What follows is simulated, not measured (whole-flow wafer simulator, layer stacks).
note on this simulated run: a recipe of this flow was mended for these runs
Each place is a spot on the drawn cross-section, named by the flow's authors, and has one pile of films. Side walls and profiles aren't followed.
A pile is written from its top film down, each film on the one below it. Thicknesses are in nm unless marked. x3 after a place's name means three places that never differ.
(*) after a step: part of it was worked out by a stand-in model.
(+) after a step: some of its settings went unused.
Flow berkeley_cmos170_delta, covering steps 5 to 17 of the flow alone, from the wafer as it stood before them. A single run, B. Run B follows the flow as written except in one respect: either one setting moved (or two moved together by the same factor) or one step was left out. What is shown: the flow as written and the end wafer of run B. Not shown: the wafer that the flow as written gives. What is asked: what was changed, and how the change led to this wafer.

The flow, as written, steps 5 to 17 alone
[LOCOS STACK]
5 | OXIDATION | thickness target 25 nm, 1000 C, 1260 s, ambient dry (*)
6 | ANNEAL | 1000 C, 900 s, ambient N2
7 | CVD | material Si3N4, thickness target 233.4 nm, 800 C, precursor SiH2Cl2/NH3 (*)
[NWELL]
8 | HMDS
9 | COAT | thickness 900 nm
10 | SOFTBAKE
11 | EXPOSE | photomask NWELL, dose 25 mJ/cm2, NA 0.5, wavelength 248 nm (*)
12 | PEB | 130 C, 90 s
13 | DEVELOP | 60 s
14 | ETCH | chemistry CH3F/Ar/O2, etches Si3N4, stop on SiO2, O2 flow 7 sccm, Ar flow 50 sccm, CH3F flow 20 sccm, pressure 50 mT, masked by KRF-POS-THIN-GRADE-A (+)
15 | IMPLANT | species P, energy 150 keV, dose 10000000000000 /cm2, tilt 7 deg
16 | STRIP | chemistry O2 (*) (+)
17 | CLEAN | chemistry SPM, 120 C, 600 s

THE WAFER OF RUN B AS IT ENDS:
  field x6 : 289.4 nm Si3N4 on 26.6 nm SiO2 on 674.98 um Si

What caused this: step 7, CVD: thickness target 289.4 nm was run, whereas the flow has thickness target 233.4 nm.
The wafer itself shows it: field x6 has Si3N4 289.4, and step 7 as written asks for 233.4 nm.

How this came from the change, step by step:
  7 | CVD | material Si3N4, thickness target 233.4 nm, 800 C, precursor SiH2Cl2/NH3 (*)
      field x6, sd_p x3: +289.4 Si3N4 (new film) (in the flow as written it would be: +233.4 Si3N4 (new film))
  14 | ETCH | chemistry CH3F/Ar/O2, etches Si3N4, stop on SiO2, O2 flow 7 sccm, Ar flow 50 sccm, CH3F flow 20 sccm, pressure 50 mT, masked by KRF-POS-THIN-GRADE-A (+)
      field x6: -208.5 KrF-resist (in the flow as written it would be: -171.2 KrF-resist)
      sd_p x3: -289.4 Si3N4 (all of it), -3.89 SiO2 (in the flow as written it would be: -233.4 Si3N4 (all of it), -3.89 SiO2)
  16 | STRIP | chemistry O2 (*) (+)
      field x6: -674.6 KrF-resist (all of it) (in the flow as written it would be: -711.9 KrF-resist (all of it))
